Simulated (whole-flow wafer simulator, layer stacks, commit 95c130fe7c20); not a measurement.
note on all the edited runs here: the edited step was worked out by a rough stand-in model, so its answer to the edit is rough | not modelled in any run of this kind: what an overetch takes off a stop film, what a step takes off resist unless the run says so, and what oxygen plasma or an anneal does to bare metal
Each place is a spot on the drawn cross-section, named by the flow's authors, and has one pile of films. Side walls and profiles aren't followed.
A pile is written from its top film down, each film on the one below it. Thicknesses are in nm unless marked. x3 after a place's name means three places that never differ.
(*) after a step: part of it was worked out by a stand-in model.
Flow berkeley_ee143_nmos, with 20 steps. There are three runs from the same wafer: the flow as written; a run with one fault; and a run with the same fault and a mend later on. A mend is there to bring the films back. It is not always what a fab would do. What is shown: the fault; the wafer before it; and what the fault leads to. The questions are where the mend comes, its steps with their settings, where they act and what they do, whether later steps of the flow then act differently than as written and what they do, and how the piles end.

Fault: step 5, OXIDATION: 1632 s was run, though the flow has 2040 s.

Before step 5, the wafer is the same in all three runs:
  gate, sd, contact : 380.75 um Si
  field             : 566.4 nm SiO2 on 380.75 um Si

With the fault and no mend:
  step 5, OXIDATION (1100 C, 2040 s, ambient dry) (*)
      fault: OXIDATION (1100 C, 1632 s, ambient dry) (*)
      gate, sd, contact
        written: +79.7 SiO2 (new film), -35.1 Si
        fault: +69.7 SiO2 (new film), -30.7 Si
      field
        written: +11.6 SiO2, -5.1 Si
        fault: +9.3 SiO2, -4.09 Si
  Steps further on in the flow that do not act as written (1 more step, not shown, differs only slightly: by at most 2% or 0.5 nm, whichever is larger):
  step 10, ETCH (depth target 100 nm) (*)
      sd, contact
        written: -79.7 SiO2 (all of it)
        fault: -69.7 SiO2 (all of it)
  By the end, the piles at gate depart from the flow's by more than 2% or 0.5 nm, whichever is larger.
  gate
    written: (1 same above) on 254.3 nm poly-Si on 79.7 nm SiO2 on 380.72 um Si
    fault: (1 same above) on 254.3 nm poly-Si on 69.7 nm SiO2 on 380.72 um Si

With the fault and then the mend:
  After step 5 comes the mend.
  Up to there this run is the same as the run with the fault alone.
  step 5a, OXIDATION (1100 C, 408 s, ambient dry) (*) (the flow's step 5, run once more with other settings)
      gate, sd, contact
        +10 SiO2, -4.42 Si
      field
        +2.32 SiO2, -1.02 Si
  Every later step of the flow that is run acts as written, at every place that is followed, to within 2% or 0.5 nm, whichever is larger.
  At the end the piles are close to the flow's at the places that both follow, differing by at most 2% or 0.5 nm, whichever is larger.
